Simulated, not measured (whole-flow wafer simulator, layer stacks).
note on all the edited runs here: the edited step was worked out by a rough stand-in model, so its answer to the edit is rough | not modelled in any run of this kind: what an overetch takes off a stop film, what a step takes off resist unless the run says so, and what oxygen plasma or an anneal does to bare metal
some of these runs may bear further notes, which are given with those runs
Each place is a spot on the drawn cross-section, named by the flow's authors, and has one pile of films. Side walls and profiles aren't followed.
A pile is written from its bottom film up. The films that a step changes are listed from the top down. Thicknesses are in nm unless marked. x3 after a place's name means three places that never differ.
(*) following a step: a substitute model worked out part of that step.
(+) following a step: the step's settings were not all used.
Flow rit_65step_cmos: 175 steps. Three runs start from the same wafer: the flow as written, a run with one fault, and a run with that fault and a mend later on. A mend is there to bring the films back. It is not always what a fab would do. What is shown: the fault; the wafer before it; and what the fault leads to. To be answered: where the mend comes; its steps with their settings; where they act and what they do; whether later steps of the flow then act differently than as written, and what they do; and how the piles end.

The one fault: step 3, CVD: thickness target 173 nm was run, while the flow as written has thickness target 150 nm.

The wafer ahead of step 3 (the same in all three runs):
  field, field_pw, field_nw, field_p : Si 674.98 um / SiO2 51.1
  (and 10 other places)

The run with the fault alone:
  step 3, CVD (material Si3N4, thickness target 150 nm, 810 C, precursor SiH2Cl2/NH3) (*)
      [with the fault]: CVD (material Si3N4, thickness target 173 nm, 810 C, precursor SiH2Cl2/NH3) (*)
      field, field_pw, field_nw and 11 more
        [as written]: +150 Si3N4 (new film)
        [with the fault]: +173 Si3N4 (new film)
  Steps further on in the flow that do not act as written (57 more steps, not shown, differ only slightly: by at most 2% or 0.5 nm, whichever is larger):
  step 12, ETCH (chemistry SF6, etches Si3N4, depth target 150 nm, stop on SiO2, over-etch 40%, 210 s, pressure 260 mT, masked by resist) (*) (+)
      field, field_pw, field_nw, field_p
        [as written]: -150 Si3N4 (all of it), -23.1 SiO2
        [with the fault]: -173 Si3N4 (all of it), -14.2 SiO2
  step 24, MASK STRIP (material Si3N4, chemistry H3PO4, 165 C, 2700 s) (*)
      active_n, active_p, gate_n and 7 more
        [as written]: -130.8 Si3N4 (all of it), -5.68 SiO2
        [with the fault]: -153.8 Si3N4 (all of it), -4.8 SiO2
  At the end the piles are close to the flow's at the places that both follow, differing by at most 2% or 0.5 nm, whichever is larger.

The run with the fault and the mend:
  After step 4 comes the mend.
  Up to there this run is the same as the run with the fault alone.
  step 4a, ETCH (chemistry h3po4, depth target 198.9 nm)
      field, field_pw, field_nw and 11 more
        -173 Si3N4 (all of it)
  step 4b, CLEAN (chemistry SC2, 75 C, 600 s)
      alters no film at any place that is followed
  step 4c, CVD (material Si3N4, thickness target 150 nm, 810 C, precursor SiH2Cl2/NH3) (*) (a further turn of the flow's step 3)
      field, field_pw, field_nw and 11 more
        +150 Si3N4 (new film)
  Later steps of the flow that are run all act as written at every place that is followed.
  By the end, the piles equal the flow's at every place that both follow.
